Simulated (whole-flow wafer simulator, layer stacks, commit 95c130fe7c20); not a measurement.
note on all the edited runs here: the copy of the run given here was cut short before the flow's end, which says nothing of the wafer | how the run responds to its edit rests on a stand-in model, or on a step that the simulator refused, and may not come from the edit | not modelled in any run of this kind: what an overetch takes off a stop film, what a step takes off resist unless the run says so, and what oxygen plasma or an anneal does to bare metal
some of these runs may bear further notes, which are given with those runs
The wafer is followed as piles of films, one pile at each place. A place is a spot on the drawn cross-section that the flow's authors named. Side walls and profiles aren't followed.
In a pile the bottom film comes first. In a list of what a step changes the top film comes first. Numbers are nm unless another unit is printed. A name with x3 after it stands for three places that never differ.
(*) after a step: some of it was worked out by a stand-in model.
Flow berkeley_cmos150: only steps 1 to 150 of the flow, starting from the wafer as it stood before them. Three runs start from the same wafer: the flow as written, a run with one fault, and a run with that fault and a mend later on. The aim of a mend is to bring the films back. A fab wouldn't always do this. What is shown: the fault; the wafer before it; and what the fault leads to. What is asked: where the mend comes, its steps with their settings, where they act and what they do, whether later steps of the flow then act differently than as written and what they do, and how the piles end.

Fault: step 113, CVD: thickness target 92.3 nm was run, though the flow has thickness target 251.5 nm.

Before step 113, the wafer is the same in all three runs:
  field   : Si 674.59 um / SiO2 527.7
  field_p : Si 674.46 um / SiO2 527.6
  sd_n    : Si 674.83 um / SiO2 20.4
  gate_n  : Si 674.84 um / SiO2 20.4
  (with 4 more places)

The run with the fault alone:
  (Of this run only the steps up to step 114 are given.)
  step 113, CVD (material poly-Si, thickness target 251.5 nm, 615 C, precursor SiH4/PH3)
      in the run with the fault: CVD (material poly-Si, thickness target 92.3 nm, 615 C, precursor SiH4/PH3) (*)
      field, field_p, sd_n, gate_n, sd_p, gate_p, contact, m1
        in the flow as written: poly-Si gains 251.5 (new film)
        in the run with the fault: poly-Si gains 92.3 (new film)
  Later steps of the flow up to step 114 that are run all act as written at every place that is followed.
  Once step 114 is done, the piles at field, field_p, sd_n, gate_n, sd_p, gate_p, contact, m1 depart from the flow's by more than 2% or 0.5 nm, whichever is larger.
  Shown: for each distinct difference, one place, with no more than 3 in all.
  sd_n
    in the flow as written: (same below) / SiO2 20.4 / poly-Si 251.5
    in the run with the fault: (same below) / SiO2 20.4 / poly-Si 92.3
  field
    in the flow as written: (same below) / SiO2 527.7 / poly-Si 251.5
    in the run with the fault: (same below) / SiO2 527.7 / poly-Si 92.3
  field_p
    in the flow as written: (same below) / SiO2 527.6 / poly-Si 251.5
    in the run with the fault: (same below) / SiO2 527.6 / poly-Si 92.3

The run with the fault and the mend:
  After step 113 comes the mend.
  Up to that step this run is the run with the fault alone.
  step 113a, CVD (material poly-Si, thickness target 159.2 nm, 615 C, precursor SiH4/PH3) (*) (a further turn of the flow's step 113, with different settings)
      field, field_p, sd_n, gate_n, sd_p, gate_p, contact, m1
        poly-Si gains 159.2
  Later steps of the flow that are run all act as written at every place that is followed, up to a difference of at most 2% or 0.5 nm, whichever is larger.
  The piles end only slightly different from the flow's at the places that both follow, by no more than 2% or 0.5 nm, whichever is larger.
